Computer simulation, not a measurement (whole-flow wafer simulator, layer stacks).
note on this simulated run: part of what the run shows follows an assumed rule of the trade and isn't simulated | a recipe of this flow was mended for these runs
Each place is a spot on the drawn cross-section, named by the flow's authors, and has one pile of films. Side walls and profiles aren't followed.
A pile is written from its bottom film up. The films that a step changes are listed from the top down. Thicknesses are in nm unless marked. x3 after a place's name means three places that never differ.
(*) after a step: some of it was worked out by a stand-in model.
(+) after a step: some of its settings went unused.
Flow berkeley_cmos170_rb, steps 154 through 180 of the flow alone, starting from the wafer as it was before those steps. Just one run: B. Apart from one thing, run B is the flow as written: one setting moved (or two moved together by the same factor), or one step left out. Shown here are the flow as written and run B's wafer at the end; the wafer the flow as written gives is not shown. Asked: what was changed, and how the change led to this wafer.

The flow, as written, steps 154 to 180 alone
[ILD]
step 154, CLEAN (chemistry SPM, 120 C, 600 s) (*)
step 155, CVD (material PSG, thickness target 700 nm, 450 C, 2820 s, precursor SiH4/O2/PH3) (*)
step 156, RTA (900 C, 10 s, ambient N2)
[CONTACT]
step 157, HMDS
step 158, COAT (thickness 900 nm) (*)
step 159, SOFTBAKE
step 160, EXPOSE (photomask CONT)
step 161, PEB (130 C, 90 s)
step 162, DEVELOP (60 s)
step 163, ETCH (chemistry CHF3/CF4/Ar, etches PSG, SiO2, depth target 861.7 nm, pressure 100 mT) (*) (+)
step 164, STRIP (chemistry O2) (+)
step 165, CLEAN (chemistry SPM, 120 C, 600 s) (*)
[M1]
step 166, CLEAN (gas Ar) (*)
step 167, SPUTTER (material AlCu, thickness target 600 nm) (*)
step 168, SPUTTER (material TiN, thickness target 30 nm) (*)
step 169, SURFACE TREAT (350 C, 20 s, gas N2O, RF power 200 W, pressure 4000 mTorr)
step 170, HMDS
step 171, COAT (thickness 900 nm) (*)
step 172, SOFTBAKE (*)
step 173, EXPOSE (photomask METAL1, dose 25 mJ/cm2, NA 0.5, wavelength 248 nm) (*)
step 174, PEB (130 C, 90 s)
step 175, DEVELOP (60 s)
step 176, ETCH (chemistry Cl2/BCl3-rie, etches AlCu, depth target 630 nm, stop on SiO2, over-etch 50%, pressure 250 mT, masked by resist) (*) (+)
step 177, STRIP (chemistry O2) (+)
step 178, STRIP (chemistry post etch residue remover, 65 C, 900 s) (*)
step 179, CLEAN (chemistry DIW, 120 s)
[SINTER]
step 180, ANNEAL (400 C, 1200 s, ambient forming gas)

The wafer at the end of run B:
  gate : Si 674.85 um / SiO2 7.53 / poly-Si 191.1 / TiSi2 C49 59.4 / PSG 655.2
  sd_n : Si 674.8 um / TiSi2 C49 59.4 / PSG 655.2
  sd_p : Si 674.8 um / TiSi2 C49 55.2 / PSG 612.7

The reason: step 156, RTA: 640 C was run, whereas the flow has 900 C.

The path from the change to this, step by step:
  step 156, RTA (900 C, 10 s, ambient N2)
      sd_n, contact, m1: under 1 film: -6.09 TiSi first (all of it), +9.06 TiSi2 C49, -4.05 Si (in the flow as written it would be: under 1 film: +55.9 TiSi2 (new film), -6.09 TiSi first (all of it), -50.3 TiSi2 C49 (all of it), -4.05 Si)
      gate, gate_p: under 1 film: -6.09 TiSi first (all of it), +9.06 TiSi2 C49, -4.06 poly-Si (in the flow as written it would be: under 1 film: +55.9 TiSi2 (new film), -6.09 TiSi first (all of it), -50.3 TiSi2 C49 (all of it), -4.06 poly-Si)
      (also at 1 further place)
  step 163, ETCH (chemistry CHF3/CF4/Ar, etches PSG, SiO2, depth target 861.7 nm, pressure 100 mT) (*) (+)
      contact: -700 PSG (all of it) (in the flow as written it would be: -700 PSG (all of it), -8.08 TiSi2)
  step 166, CLEAN (gas Ar) (*)
      contact: -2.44 TiSi2 C49 (in the flow as written it would be: -2.31 TiSi2)
